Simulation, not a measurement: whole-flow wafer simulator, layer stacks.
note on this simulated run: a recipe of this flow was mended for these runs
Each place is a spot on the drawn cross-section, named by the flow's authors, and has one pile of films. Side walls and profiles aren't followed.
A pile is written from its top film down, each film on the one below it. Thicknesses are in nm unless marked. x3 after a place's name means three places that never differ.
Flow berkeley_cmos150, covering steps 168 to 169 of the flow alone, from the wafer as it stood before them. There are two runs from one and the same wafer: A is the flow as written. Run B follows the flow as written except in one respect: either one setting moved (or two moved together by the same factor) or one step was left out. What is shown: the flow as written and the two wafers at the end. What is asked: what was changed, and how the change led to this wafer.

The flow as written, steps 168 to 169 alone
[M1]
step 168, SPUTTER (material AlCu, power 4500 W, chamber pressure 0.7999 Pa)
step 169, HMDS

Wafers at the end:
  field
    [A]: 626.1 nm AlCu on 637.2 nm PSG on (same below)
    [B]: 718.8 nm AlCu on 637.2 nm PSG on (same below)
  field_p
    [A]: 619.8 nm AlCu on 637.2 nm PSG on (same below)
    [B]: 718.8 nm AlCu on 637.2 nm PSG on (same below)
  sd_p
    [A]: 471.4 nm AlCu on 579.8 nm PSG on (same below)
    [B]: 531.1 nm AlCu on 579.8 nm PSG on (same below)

What caused this: step 168, SPUTTER: chamber pressure 0.512 Pa was run, whereas the flow has chamber pressure 0.7999 Pa.

The path from the change to this, step by step:
  step 168, SPUTTER (material AlCu, power 4500 W, chamber pressure 0.7999 Pa)
      field, sd_n, gate_n, gate_p, m1: A +626.1 AlCu (new film) | B +718.8 AlCu (new film)
      field_p: A +619.8 AlCu (new film) | B +718.8 AlCu (new film)
      (as well as at 2 more places)
